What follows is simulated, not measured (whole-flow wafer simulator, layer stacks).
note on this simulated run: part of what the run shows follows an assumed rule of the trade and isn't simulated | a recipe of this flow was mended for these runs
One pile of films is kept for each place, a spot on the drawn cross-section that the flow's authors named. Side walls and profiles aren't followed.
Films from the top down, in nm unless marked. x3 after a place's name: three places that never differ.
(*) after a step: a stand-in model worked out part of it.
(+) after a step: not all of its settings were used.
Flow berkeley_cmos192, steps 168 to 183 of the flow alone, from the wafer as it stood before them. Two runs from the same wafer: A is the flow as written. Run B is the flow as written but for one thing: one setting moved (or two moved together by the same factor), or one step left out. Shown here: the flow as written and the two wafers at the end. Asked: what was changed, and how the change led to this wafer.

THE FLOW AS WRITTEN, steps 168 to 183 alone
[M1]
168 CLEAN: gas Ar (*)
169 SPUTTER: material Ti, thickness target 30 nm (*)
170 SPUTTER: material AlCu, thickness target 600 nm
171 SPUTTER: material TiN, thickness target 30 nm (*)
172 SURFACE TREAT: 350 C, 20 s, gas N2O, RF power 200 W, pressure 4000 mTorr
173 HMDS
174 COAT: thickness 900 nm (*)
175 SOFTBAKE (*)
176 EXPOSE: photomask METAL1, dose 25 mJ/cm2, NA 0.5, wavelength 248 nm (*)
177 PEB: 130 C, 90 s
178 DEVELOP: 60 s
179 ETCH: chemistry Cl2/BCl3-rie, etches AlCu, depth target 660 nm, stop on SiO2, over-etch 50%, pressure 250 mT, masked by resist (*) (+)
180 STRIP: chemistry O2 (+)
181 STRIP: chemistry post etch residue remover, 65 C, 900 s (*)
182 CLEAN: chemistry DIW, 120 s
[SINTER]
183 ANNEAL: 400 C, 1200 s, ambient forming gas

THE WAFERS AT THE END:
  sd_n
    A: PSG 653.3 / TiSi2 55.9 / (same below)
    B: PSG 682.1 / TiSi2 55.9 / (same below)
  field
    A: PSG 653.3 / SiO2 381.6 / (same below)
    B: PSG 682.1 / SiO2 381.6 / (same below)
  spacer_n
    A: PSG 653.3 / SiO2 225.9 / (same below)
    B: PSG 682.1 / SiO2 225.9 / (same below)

The cause: step 171, SPUTTER: thickness target 23 nm was run, where the flow has thickness target 30 nm; step 179, ETCH: depth target 502 nm was run, where the flow has depth target 660 nm.

How the change led to this, step by step:
  171 SPUTTER: material TiN, thickness target 30 nm (*)
      field, sd_n, spacer_n, gate, spacer_p, gate_p, m1: A TiN +30 (new film) | B TiN +23 (new film)
      sd_p: A TiN +26.2 (new film) | B TiN +20.1 (new film)
      (and at 1 more place)
  179 ETCH: chemistry Cl2/BCl3-rie, etches AlCu, depth target 660 nm, stop on SiO2, over-etch 50%, pressure 250 mT, masked by resist (*) (+)
      field, sd_n, spacer_n, gate, spacer_p, gate_p: A TiN -30 (all of it), AlCu -600 (all of it), Ti -30 (all of it), PSG -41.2 | B TiN -23 (all of it), AlCu -600 (all of it), Ti -30 (all of it), PSG -12.5
      contact, m1: A KrF-resist -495 | B KrF-resist -434.2
      (and at 1 more place)
  180 STRIP: chemistry O2 (+)
      contact: A KrF-resist -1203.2 (all of it) | B KrF-resist -1261.1 (all of it)
      m1: A KrF-resist -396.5 (all of it) | B KrF-resist -457 (all of it)
